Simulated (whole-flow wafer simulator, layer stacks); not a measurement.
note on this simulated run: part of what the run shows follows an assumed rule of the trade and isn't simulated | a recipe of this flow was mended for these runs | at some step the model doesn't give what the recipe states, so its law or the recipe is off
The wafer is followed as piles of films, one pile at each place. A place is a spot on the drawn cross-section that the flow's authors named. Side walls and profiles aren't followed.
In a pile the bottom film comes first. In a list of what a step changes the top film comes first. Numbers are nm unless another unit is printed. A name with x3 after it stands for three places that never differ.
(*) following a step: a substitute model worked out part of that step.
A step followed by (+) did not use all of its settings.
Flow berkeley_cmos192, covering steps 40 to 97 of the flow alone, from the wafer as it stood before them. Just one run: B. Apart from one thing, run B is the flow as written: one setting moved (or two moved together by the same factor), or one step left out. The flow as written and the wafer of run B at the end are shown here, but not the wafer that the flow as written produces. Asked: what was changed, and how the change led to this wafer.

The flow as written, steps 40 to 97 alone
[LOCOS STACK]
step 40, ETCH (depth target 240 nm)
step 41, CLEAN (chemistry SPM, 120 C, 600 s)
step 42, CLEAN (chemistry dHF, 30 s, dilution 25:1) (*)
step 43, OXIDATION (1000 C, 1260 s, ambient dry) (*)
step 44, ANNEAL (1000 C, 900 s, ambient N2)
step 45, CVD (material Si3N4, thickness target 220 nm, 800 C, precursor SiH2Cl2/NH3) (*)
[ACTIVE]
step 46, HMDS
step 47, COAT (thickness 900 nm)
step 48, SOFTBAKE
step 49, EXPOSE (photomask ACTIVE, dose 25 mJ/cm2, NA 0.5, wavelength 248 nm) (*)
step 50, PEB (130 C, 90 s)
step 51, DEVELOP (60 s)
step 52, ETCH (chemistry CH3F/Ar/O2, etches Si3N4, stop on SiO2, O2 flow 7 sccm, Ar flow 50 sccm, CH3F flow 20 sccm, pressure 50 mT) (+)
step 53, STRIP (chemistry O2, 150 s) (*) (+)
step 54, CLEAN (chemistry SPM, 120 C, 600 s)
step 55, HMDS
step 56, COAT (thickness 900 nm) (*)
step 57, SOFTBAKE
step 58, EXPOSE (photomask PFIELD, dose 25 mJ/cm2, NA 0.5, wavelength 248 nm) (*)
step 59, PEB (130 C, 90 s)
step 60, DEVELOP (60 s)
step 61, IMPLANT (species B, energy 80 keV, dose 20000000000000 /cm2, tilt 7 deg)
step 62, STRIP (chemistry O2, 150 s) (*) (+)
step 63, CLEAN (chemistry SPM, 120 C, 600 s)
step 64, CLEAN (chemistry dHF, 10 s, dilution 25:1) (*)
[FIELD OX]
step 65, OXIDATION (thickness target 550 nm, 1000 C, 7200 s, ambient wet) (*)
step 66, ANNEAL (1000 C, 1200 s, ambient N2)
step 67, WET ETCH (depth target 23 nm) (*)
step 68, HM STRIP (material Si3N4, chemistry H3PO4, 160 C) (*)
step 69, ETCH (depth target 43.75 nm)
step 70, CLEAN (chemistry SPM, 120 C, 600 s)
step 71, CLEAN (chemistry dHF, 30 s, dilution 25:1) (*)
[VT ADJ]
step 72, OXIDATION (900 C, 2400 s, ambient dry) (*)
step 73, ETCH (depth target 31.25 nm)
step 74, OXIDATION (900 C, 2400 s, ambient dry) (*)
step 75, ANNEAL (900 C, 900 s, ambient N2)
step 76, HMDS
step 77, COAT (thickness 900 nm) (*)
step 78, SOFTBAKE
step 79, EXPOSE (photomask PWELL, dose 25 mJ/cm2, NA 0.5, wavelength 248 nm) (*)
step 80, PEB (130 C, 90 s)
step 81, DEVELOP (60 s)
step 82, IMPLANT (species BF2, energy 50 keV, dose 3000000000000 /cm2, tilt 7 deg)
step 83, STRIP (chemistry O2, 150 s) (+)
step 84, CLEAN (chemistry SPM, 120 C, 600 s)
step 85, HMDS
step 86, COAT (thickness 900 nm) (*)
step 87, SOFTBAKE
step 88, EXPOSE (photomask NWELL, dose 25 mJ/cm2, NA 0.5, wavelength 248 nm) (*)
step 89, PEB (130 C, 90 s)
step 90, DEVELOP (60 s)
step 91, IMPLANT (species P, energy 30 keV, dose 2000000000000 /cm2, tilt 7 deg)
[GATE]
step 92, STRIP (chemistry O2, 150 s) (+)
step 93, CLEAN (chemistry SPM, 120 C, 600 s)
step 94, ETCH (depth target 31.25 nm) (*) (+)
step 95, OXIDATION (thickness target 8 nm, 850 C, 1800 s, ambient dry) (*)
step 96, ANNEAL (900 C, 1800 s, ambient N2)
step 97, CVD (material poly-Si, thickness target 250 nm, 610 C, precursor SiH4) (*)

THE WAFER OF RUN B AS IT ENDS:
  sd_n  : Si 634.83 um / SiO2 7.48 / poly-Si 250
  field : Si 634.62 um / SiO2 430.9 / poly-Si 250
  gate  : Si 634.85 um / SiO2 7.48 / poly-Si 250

Cause: step 45, CVD: 680 C was run, while the flow as written has 800 C.

Step by step, how the change led to this:
  step 45, CVD (material Si3N4, thickness target 220 nm, 800 C, precursor SiH2Cl2/NH3) (*)
      field, sd_n, spacer_n and 6 more: Si3N4 gains 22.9 (new film) (in the flow as written it would be: Si3N4 gains 220 (new film))
  step 52, ETCH (chemistry CH3F/Ar/O2, etches Si3N4, stop on SiO2, O2 flow 7 sccm, Ar flow 50 sccm, CH3F flow 20 sccm, pressure 50 mT) (+)
      sd_n, spacer_n, gate, sd_p, spacer_p, gate_p, contact, m1: KrF-resist loses 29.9 (in the flow as written it would be: KrF-resist loses 161.3)
      field: Si3N4 loses 22.9 (all of it), SiO2 loses 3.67 (in the flow as written it would be: Si3N4 loses 220 (all of it), SiO2 loses 3.67)
  step 53, STRIP (chemistry O2, 150 s) (*) (+)
      sd_n, spacer_n, gate, sd_p, spacer_p, gate_p, contact, m1: KrF-resist loses 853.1 (all of it) (in the flow as written it would be: KrF-resist loses 721.7 (all of it))
  step 56, COAT (thickness 900 nm) (*)
      field: KrF-resist gains 907.2 (new film) (in the flow as written it would be: KrF-resist gains 961.2 (new film))
      sd_n: KrF-resist gains 886.2 (new film) (in the flow as written it would be: KrF-resist gains 785.2 (new film))
      (as well as at 7 more places)
  step 60, DEVELOP (60 s)
      field: KrF-resist loses 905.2 (all of it) (in the flow as written it would be: KrF-resist loses 959 (all of it))
  step 62, STRIP (chemistry O2, 150 s) (*) (+)
      sd_n: KrF-resist loses 869.3 (all of it) (in the flow as written it would be: KrF-resist loses 768.5 (all of it))
      spacer_n: KrF-resist loses 872.8 (all of it) (in the flow as written it would be: KrF-resist loses 801.2 (all of it))
      (as well as at 6 more places)
  step 65, OXIDATION (thickness target 550 nm, 1000 C, 7200 s, ambient wet) (*)
      gate: SiO2 gains 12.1 (new film), Si3N4 loses 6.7 (in the flow as written it would be: SiO2 gains 12.1 (new film), Si3N4 loses 6.7, SiO2 gains 0.05, Si loses 0.05)
      sd_n, sd_p: SiO2 gains 12.1 (new film), Si3N4 loses 6.7, SiO2 gains 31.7, Si loses 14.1 (in the flow as written it would be: SiO2 gains 12.1 (new film), Si3N4 loses 6.7, SiO2 gains 0.06, Si loses 0.06)
  step 68, HM STRIP (material Si3N4, chemistry H3PO4, 160 C) (*)
      sd_n, spacer_n, gate, sd_p, spacer_p, gate_p, contact, m1: Si3N4 loses 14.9 (all of it), SiO2 loses 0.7 (in the flow as written it would be: Si3N4 loses 212 (all of it), SiO2 loses 9.87)
      field: SiO2 loses 1.16 (in the flow as written it would be: SiO2 loses 16.5)
  step 69, ETCH (depth target 43.75 nm)
      sd_n, sd_p: SiO2 loses 43.8 (in the flow as written it would be: SiO2 loses 16.8 (all of it))
      spacer_n, gate, spacer_p, gate_p, contact, m1: SiO2 loses 25.9 (all of it) (in the flow as written it would be: SiO2 loses 16.7 (all of it))
  step 70, CLEAN (chemistry SPM, 120 C, 600 s)
      sd_n, sd_p: nothing (in the flow as written it would be: chemical SiO2 gains 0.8 (new film), Si loses 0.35)
  step 71, CLEAN (chemistry dHF, 30 s, dilution 25:1) (*)
      sd_n, sd_p: SiO2 loses 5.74 (in the flow as written it would be: chemical SiO2 loses 0.8 (all of it))
  step 72, OXIDATION (900 C, 2400 s, ambient dry) (*)
      sd_n, sd_p: SiO2 gains 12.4, Si loses 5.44 (in the flow as written it would be: SiO2 gains 14.9 (new film), Si loses 6.57)
  step 73, ETCH (depth target 31.25 nm)
      sd_n, sd_p: SiO2 loses 20.4 (all of it) (in the flow as written it would be: SiO2 loses 14.9 (all of it))
